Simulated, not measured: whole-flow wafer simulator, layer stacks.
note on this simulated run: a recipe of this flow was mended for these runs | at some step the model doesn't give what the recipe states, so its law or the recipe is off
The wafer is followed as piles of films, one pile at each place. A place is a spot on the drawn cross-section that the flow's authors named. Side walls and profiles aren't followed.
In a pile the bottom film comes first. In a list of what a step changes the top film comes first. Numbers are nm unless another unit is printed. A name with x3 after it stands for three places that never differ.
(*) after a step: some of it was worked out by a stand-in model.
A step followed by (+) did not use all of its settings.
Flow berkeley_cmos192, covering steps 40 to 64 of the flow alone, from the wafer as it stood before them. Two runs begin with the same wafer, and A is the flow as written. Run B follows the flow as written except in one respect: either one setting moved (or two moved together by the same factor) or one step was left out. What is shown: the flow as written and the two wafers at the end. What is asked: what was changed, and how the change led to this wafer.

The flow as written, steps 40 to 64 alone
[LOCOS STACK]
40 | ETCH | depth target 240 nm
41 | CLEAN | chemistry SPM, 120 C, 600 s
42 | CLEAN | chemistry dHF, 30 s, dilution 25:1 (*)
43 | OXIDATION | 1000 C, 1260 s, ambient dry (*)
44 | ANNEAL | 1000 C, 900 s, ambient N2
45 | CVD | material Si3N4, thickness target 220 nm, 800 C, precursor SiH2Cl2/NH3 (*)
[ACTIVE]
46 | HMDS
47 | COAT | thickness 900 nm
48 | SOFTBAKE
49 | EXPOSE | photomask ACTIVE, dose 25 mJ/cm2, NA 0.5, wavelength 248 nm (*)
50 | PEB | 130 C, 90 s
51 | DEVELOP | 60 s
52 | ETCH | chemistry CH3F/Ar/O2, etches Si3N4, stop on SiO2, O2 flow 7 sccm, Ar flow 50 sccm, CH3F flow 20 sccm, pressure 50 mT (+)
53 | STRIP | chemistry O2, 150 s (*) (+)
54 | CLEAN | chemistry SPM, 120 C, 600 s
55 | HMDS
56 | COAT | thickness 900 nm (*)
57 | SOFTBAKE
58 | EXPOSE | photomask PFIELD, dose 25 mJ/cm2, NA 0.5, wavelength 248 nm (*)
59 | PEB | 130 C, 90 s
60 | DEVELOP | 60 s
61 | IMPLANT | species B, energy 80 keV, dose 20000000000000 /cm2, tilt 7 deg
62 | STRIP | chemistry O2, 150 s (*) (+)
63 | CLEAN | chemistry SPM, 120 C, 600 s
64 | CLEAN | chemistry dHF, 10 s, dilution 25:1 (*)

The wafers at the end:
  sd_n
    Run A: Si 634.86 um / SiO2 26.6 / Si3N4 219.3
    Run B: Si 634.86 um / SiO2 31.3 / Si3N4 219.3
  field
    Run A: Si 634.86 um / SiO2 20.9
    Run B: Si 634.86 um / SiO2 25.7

What caused this: step 43, OXIDATION: 1019 C was run, whereas the flow has 1000 C.

The path from the change to this, step by step:
  43 | OXIDATION | 1000 C, 1260 s, ambient dry (*)
      field, sd_n, spacer_n and 6 more: A +26.6 SiO2 (new film), -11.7 Si | B +31.3 SiO2 (new film), -13.8 Si
